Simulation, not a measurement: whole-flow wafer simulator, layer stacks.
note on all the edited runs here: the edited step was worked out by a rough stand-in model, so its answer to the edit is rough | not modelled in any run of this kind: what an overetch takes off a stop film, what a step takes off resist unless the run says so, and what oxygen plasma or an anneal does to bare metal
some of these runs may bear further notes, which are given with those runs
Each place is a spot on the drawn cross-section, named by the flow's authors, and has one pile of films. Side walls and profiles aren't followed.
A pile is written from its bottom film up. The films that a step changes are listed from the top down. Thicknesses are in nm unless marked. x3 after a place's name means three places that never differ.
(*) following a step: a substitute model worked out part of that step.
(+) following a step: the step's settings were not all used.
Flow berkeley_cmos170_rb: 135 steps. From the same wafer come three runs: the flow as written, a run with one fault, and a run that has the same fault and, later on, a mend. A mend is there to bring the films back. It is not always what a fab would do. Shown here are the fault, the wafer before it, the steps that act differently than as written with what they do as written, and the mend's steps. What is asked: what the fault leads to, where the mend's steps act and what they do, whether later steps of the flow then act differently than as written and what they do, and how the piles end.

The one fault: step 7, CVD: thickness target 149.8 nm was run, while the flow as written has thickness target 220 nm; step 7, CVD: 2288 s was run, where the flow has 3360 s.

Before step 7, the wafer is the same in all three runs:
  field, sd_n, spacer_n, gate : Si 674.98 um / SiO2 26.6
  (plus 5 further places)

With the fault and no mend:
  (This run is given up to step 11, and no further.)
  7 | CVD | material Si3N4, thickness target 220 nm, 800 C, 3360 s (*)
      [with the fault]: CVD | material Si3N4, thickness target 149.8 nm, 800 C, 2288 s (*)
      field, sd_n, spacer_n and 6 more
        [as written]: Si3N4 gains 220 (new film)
        [with the fault]: Si3N4 gains 149.8 (new film)
  Every later step of the flow up to step 11 that is run acts as written at every place that is followed.
  The piles after step 11 differ from the flow's at field, sd_n, spacer_n and 6 more by more than 2% or 0.5 nm, whichever is larger.
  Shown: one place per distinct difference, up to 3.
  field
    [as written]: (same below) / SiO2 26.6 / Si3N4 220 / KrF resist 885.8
    [with the fault]: (same below) / SiO2 26.6 / Si3N4 149.8 / KrF resist 885.8
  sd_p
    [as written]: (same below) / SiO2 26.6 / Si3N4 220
    [with the fault]: (same below) / SiO2 26.6 / Si3N4 149.8

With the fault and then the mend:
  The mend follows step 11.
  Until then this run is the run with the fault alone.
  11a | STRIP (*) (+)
      field, sd_n, spacer_n, gate, contact, m1
        KrF resist loses 885.8 (all of it)
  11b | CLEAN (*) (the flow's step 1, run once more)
      leaves every film unchanged at each place that is followed
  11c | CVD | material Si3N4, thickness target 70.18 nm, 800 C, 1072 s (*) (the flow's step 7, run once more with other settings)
      field, sd_n, spacer_n and 6 more
        Si3N4 gains 70.2
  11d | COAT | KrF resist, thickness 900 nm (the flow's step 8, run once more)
      field, sd_n, spacer_n and 6 more
        KrF resist gains 900 (new film)
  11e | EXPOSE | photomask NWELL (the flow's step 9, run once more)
      leaves every film unchanged at each place that is followed
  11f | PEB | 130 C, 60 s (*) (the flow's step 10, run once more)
      leaves every film unchanged at each place that is followed
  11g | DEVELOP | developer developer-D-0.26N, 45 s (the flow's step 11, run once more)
      field, sd_n, spacer_n, gate, contact, m1
        KrF resist loses 14.2
      sd_p, spacer_p, gate_p
        KrF resist loses 900 (all of it)
  Every later step of the flow that is run acts as written at every place that is followed.
  By the end, the piles equal the flow's at every place that both follow.
